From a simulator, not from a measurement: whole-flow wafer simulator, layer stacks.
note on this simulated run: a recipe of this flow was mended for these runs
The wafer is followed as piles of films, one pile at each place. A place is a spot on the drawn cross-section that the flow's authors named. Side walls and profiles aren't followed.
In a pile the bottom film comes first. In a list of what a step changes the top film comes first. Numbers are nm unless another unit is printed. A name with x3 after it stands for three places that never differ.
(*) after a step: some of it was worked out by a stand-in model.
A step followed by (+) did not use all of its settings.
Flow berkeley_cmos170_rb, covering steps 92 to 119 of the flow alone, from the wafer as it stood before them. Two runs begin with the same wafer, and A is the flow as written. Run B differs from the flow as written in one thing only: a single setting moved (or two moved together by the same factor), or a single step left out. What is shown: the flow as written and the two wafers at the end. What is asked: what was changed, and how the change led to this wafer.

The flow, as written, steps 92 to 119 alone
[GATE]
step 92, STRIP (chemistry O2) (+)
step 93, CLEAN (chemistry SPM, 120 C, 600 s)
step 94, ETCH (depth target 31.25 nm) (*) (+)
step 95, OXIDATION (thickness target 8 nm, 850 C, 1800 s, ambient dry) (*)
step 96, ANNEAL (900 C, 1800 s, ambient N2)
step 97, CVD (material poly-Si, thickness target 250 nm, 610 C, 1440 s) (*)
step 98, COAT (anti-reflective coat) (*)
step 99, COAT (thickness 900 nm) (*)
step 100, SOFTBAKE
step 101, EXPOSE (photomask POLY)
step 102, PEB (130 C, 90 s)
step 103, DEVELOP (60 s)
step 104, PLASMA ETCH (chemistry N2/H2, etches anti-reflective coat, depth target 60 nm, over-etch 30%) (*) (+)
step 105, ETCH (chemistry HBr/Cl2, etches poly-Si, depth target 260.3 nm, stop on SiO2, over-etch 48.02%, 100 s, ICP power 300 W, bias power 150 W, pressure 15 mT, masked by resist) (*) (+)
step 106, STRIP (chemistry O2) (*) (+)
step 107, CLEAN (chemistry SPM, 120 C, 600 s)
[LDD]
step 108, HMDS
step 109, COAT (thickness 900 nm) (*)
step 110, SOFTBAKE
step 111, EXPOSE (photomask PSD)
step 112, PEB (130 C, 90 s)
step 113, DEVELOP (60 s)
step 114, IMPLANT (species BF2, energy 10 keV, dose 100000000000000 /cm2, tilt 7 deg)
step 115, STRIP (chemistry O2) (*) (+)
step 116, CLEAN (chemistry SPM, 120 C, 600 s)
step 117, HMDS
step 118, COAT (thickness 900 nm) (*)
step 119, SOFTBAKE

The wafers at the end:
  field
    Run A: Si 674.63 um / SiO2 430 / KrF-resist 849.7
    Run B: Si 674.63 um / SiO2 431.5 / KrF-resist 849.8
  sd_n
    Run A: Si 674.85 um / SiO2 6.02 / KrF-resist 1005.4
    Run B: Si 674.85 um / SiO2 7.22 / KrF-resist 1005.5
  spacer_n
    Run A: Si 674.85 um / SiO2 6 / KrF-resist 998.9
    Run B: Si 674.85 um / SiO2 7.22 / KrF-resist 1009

The reason: step 97, CVD: thickness target 325 nm was run, though the flow has thickness target 250 nm; step 97, CVD: 1872 s was run, where the flow has 1440 s.

The path from the change to this, step by step:
  step 97, CVD (material poly-Si, thickness target 250 nm, 610 C, 1440 s) (*)
      field, sd_n, spacer_n and 6 more: A poly-Si gains 250 (new film) | B poly-Si gains 325 (new film)
  step 98, COAT (anti-reflective coat) (*)
      sd_n: A anti-reflective coat gains 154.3 (new film) | B anti-reflective coat gains 157.9 (new film)
      contact: A anti-reflective coat gains 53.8 (new film) | B anti-reflective coat gains 55.5 (new film)
  step 104, PLASMA ETCH (chemistry N2/H2, etches anti-reflective coat, depth target 60 nm, over-etch 30%) (*) (+)
      gate, gate_p: A KrF-resist loses 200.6 | B KrF-resist loses 205.3
      sd_n: A anti-reflective coat loses 154.3 (all of it), poly-Si loses 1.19 | B anti-reflective coat loses 157.9 (all of it), poly-Si loses 1.21
      (as well as at 1 more place)
  step 105, ETCH (chemistry HBr/Cl2, etches poly-Si, depth target 260.3 nm, stop on SiO2, over-etch 48.02%, 100 s, ICP power 300 W, bias power 150 W, pressure 15 mT, masked by resist) (*) (+)
      spacer_n, spacer_p: A poly-Si loses 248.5 (all of it), SiO2 loses 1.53 | B poly-Si loses 323.4 (all of it), SiO2 loses 0.31
      field: A poly-Si loses 245 (all of it), SiO2 loses 1.8 | B poly-Si loses 319.9 (all of it), SiO2 loses 0.33
      (as well as at 4 more places)
  step 109, COAT (thickness 900 nm) (*)
      gate: A KrF-resist gains 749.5 (new film) | B KrF-resist gains 685.8 (new film)
      gate_p: A KrF-resist gains 745.7 (new film) | B KrF-resist gains 682 (new film)
  step 113, DEVELOP (60 s)
      gate_p: A KrF-resist loses 744.1 (all of it) | B KrF-resist loses 680.5 (all of it)
  step 115, STRIP (chemistry O2) (*) (+)
      gate: A KrF-resist loses 733 (all of it), chemical SiO2 gains 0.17 | B KrF-resist loses 669.4 (all of it), chemical SiO2 gains 0.17
  step 118, COAT (thickness 900 nm) (*)
      gate: A KrF-resist gains 748.7 (new film) | B KrF-resist gains 685.7 (new film)
      gate_p: A KrF-resist gains 744.7 (new film) | B KrF-resist gains 681.9 (new film)
